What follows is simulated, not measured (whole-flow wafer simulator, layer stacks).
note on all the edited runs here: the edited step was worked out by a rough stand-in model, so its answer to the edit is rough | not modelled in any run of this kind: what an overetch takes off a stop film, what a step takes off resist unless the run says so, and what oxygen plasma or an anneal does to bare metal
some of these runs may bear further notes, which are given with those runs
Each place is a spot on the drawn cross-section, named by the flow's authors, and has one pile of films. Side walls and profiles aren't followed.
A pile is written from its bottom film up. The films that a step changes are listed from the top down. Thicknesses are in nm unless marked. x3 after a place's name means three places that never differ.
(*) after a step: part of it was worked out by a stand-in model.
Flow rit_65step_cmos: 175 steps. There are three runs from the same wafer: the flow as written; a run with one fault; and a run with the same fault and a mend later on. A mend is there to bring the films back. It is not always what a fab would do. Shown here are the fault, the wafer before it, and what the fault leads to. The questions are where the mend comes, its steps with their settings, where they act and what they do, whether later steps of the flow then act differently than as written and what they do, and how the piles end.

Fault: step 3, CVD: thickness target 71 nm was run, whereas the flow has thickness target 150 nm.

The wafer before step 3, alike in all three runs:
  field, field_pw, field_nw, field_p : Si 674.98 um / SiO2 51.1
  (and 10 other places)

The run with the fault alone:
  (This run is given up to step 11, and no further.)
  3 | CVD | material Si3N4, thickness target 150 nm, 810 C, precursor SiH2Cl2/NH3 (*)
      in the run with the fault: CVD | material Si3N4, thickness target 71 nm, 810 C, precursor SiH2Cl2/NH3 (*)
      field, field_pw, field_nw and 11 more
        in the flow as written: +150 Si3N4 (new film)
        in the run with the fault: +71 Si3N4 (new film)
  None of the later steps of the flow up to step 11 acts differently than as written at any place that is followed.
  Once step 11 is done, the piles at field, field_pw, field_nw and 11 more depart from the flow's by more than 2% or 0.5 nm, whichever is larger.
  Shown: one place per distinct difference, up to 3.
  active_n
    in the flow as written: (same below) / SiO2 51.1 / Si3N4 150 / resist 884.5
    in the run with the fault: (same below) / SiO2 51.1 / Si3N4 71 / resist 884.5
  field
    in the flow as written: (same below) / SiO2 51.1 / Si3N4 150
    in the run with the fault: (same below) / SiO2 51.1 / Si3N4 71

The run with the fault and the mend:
  The mend follows step 11.
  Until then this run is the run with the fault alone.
  11a | STRIP | resist, chemistry O2, 180 s (*)
      active_n, active_p, gate_n and 7 more
        -884.5 resist (all of it)
  11b | CLEAN | chemistry SC2, 75 C, 600 s
      does not change any film at any place that is followed
  11c | CVD | material Si3N4, thickness target 79 nm, 810 C, precursor SiH2Cl2/NH3 (*) (the flow's step 3, run once more with other settings)
      field, field_pw, field_nw and 11 more
        +79 Si3N4
  11d | HMDS | 140 C, 60 s (the flow's step 5, run once more)
      does not change any film at any place that is followed
  11e | COAT | resist, thickness 1000 nm (the flow's step 6, run once more)
      field, field_pw, field_nw and 11 more
        +1000 resist (new film)
  11f | SOFTBAKE | resist, 90 C, 60 s (the flow's step 7, run once more)
      does not change any film at any place that is followed
  11g | EXPOSE | photomask M1, dose 225 mJ/cm2, NA 0.6, wavelength 365 nm (the flow's step 8, run once more)
      does not change any film at any place that is followed
  11h | PEB | resist, 110 C, 60 s (the flow's step 9, run once more)
      field, field_pw, field_nw and 11 more
        -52 resist
  11i | DEVELOP | resist, thickness 1000 nm, 50 s (the flow's step 10, run once more)
      field, field_pw, field_nw, field_p
        -948 resist (all of it)
  11j | HARDBAKE | resist, 140 C, 60 s (the flow's step 11, run once more)
      active_n, active_p, gate_n and 7 more
        -63.5 resist
  None of the later steps of the flow acts differently than as written at any place that is followed.
  The piles end the same as the flow's at every place that both follow.
